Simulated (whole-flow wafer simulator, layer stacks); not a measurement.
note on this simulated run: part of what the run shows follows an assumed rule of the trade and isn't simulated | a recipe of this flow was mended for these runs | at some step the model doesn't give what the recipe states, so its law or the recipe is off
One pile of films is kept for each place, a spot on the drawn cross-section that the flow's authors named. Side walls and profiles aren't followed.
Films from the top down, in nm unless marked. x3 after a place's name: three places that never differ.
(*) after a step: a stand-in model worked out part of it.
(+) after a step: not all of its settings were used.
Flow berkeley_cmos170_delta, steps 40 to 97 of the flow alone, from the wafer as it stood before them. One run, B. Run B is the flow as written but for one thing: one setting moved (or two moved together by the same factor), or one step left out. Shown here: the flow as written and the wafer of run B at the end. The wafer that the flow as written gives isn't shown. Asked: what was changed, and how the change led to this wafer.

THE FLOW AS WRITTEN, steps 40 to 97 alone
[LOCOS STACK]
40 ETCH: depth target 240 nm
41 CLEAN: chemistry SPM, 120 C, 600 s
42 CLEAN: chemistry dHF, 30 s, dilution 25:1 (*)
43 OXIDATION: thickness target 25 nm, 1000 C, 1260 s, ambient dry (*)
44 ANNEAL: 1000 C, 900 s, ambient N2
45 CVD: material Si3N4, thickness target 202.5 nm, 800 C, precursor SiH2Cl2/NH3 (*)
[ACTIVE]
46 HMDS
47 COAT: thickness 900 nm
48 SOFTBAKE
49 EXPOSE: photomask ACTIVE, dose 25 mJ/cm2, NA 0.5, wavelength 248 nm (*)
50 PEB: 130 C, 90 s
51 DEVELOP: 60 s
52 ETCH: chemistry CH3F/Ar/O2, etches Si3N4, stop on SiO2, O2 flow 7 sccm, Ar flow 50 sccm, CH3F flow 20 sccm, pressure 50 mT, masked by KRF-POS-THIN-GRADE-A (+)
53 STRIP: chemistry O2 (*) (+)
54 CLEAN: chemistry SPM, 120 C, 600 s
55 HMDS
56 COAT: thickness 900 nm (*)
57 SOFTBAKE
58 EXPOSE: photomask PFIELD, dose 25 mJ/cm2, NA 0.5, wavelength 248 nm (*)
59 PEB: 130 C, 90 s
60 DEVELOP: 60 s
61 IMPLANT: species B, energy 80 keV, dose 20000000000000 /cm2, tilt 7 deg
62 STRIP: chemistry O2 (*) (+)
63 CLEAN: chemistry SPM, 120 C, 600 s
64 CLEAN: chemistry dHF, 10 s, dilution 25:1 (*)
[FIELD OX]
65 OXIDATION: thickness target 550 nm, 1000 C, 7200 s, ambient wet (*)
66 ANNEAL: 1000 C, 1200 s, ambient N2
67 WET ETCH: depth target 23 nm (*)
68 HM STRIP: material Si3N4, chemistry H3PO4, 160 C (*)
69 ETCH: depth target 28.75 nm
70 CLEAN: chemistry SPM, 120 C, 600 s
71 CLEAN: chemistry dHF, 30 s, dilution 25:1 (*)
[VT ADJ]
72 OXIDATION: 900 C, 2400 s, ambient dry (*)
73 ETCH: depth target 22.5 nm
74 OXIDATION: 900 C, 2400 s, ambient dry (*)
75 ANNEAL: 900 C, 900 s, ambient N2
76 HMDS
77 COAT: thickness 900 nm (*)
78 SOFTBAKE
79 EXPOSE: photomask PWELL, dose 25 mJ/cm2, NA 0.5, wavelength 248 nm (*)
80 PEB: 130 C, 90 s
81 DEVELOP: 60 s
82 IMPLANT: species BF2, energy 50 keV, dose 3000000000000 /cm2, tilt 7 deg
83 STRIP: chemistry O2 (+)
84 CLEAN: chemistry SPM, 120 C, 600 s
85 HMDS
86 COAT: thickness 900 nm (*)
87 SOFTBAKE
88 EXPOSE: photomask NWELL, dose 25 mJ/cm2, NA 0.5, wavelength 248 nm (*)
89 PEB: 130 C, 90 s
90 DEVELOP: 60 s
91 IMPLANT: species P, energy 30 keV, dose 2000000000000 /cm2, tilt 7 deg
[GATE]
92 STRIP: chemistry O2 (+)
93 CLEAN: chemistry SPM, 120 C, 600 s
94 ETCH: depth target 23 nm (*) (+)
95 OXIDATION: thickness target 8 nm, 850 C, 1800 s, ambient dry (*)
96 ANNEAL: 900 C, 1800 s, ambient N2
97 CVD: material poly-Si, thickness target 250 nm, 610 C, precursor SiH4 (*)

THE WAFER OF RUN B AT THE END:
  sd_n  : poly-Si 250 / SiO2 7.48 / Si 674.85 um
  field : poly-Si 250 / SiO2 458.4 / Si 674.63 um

The cause: step 45, CVD: thickness target 81 nm was run, where the flow has thickness target 202.5 nm.

How the change led to this, step by step:
  45 CVD: material Si3N4, thickness target 202.5 nm, 800 C, precursor SiH2Cl2/NH3 (*)
      field, sd_n, spacer_n and 6 more: Si3N4 +81 (new film) (as written it would be: Si3N4 +202.5 (new film))
  52 ETCH: chemistry CH3F/Ar/O2, etches Si3N4, stop on SiO2, O2 flow 7 sccm, Ar flow 50 sccm, CH3F flow 20 sccm, pressure 50 mT, masked by KRF-POS-THIN-GRADE-A (+)
      sd_n, spacer_n, gate, sd_p, spacer_p, gate_p, contact, m1: KrF-resist -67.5 (as written it would be: KrF-resist -148.5)
      field: Si3N4 -81 (all of it), SiO2 -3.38 (as written it would be: Si3N4 -202.5 (all of it), SiO2 -3.38)
  53 STRIP: chemistry O2 (*) (+)
      sd_n, spacer_n, gate, sd_p, spacer_p, gate_p, contact, m1: KrF-resist -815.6 (all of it) (as written it would be: KrF-resist -734.6 (all of it))
  56 COAT: thickness 900 nm (*)
      field: KrF-resist +923 (new film) (as written it would be: KrF-resist +956.4 (new film))
      sd_n: KrF-resist +856.3 (new film) (as written it would be: KrF-resist +794.3 (new film))
      (and at 7 more places)
  60 DEVELOP: 60 s
      field: KrF-resist -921 (all of it) (as written it would be: KrF-resist -954.2 (all of it))
  62 STRIP: chemistry O2 (*) (+)
      sd_n: KrF-resist -839.5 (all of it) (as written it would be: KrF-resist -777.7 (all of it))
      spacer_n: KrF-resist -850.7 (all of it) (as written it would be: KrF-resist -807.8 (all of it))
      (and at 6 more places)
  65 OXIDATION: thickness target 550 nm, 1000 C, 7200 s, ambient wet (*)
      sd_n, sd_p: SiO2 +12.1 (new film), Si3N4 -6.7, SiO2 +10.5, Si -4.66 (as written it would be: SiO2 +12.1 (new film), Si3N4 -6.7, SiO2 +0.15, Si -0.12)
  68 HM STRIP: material Si3N4, chemistry H3PO4, 160 C (*)
      sd_n, spacer_n, gate, sd_p, spacer_p, gate_p, contact, m1: Si3N4 -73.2 (all of it), SiO2 -3.4 (as written it would be: Si3N4 -194.7 (all of it), SiO2 -9.06)
      field: SiO2 -5.69 (as written it would be: SiO2 -15.1)
  69 ETCH: depth target 28.75 nm
      sd_n, sd_p: SiO2 -28.8 (as written it would be: SiO2 -17.6 (all of it))
      spacer_n, gate, spacer_p, gate_p, m1: SiO2 -23.1 (all of it) (as written it would be: SiO2 -17.5 (all of it))
      (and at 1 more place)
  70 CLEAN: chemistry SPM, 120 C, 600 s
      sd_n, sd_p: nothing (as written it would be: chemical SiO2 +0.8 (new film), Si -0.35)
  71 CLEAN: chemistry dHF, 30 s, dilution 25:1 (*)
      sd_n, sd_p: SiO2 -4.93 (all of it) (as written it would be: chemical SiO2 -0.8 (all of it))
